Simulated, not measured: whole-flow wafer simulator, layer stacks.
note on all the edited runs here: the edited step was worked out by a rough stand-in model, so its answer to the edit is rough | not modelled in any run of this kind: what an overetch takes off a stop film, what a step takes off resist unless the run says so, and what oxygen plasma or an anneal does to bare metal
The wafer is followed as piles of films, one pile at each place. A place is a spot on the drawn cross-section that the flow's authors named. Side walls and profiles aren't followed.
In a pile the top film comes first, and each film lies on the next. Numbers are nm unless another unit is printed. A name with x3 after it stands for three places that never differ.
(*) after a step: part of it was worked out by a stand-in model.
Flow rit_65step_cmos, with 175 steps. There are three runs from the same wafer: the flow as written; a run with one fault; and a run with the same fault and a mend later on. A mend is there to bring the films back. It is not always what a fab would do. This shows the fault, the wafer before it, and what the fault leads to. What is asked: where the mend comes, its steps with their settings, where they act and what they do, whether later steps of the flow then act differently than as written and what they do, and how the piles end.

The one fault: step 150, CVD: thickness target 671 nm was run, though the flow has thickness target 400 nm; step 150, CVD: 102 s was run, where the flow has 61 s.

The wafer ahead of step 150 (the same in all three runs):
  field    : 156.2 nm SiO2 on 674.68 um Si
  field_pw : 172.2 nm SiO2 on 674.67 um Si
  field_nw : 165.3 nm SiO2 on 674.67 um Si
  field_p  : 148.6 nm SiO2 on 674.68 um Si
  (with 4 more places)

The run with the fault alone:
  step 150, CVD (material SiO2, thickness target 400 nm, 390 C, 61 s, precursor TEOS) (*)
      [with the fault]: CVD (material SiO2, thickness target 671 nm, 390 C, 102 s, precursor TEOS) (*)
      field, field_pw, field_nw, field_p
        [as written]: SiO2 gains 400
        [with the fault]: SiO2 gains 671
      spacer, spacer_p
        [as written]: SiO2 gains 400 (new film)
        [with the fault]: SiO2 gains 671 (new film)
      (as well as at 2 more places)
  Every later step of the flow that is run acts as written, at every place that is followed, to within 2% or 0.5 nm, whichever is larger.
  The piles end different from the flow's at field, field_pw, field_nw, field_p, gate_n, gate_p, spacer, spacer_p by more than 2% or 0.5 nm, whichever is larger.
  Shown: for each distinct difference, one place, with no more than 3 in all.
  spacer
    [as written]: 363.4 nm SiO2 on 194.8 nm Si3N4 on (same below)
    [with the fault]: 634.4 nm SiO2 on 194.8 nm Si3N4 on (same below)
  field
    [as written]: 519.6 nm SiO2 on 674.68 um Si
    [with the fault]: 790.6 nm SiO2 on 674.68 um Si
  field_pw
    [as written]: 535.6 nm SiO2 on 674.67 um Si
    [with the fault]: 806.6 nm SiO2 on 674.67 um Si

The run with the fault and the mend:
  After step 151 comes the mend.
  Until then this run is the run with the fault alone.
  step 151a, ETCH (chemistry boe, depth target 273.9 nm)
      field, field_pw, field_nw, field_p, gate_n, gate_p, spacer, spacer_p
        SiO2 loses 273.9
  Every later step of the flow that is run acts as written, at every place that is followed, to within 2% or 0.5 nm, whichever is larger.
  The piles end only slightly different from the flow's at the places that both follow, by no more than 2% or 0.5 nm, whichever is larger.
